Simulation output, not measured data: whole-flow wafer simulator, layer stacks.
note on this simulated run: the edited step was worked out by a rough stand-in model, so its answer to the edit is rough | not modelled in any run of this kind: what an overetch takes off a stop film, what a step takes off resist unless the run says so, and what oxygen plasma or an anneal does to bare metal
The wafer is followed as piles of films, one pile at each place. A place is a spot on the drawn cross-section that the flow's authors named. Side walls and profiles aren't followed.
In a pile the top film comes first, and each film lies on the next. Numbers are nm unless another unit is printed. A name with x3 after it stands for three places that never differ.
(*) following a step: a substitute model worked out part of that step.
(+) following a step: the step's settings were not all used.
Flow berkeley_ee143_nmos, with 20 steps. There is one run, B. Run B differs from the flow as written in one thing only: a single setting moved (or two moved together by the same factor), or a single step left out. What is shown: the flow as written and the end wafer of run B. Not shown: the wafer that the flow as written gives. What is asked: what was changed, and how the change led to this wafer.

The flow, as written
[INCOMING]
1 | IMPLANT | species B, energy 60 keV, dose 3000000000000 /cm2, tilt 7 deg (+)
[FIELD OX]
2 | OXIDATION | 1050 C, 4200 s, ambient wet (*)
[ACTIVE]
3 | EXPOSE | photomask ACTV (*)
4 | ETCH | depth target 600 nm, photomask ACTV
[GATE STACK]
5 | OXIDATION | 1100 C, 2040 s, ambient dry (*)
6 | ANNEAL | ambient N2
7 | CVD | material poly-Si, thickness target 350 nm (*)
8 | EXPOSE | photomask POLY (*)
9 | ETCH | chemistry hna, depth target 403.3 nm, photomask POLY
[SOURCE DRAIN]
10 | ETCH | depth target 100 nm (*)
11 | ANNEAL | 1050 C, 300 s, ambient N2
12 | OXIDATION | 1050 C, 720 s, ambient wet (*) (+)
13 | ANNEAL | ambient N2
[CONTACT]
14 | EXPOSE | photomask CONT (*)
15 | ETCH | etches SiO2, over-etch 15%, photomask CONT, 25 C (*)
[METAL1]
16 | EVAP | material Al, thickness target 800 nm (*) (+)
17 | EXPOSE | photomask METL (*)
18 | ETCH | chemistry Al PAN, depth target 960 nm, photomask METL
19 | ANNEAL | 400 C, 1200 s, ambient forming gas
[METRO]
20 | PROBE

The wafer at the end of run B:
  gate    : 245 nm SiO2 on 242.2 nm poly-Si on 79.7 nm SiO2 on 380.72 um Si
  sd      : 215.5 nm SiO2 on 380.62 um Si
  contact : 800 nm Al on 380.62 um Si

What caused this: step 12, OXIDATION: 864 s was run, though the flow has 720 s.

Step by step, how the change led to this:
  12 | OXIDATION | 1050 C, 720 s, ambient wet (*) (+)
      sd, contact: SiO2 gains 215.5 (new film), Si loses 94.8 (in the flow as written it would be: SiO2 gains 189.4 (new film), Si loses 83.4)
      gate: SiO2 gains 245 (new film), poly-Si loses 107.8 (in the flow as written it would be: SiO2 gains 217.6 (new film), poly-Si loses 95.7)
      (also at 1 further place)
  15 | ETCH | etches SiO2, over-etch 15%, photomask CONT, 25 C (*)
      contact: SiO2 loses 215.5 (all of it) (in the flow as written it would be: SiO2 loses 189.4 (all of it))
